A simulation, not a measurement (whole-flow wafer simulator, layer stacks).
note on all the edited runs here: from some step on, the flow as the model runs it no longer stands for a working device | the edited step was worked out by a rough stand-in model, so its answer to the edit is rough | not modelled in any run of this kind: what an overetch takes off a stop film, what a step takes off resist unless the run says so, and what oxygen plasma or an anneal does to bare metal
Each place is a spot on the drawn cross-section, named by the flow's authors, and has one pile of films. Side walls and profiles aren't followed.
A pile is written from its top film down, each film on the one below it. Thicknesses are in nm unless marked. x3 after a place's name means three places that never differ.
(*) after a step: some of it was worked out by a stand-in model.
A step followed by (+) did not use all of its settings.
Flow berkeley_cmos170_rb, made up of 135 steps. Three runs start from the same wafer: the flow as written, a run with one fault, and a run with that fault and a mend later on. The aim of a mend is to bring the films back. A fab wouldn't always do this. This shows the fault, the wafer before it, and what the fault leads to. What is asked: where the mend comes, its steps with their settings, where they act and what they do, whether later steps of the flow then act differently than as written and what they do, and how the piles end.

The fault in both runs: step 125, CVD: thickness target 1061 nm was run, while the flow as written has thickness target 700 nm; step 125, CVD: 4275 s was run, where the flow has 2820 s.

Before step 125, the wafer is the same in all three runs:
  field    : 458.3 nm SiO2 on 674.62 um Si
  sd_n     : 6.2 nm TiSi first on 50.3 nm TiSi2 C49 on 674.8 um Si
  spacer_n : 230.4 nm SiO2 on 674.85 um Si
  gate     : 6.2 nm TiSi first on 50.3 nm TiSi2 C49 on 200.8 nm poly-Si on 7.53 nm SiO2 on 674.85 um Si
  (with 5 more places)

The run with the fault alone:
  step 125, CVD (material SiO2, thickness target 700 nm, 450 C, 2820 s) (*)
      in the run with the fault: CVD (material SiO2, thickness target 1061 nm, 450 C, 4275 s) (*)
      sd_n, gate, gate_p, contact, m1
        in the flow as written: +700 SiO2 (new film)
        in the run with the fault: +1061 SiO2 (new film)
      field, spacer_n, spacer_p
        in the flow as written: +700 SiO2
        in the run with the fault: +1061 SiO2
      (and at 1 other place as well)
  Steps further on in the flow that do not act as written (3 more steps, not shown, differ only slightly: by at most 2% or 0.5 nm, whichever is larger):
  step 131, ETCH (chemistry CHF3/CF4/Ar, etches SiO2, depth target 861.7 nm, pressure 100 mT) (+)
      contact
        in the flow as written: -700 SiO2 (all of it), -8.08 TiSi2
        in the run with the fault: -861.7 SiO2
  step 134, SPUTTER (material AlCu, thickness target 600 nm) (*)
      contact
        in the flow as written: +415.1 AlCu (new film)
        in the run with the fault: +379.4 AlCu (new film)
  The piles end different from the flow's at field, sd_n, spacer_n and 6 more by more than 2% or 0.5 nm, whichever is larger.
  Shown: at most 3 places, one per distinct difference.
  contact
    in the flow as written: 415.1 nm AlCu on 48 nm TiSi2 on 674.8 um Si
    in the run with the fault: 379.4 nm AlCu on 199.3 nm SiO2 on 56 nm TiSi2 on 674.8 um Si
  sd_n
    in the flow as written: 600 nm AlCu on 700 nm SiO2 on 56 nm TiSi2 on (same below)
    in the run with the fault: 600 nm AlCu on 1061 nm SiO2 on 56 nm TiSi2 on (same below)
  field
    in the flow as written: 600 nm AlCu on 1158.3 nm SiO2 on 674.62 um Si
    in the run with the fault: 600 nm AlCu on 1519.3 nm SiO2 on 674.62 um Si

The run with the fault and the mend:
  The mend follows step 125.
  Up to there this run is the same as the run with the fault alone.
  step 125a, ETCH (chemistry boe, depth target 362.5 nm)
      field, sd_n, spacer_n and 6 more
        -362.5 SiO2
  None of the later steps of the flow differs from how it acts as written, at any place that is followed, by more than 2% or 0.5 nm, whichever is larger.
  At the end the piles are close to the flow's at the places that both follow, differing by at most 2% or 0.5 nm, whichever is larger.
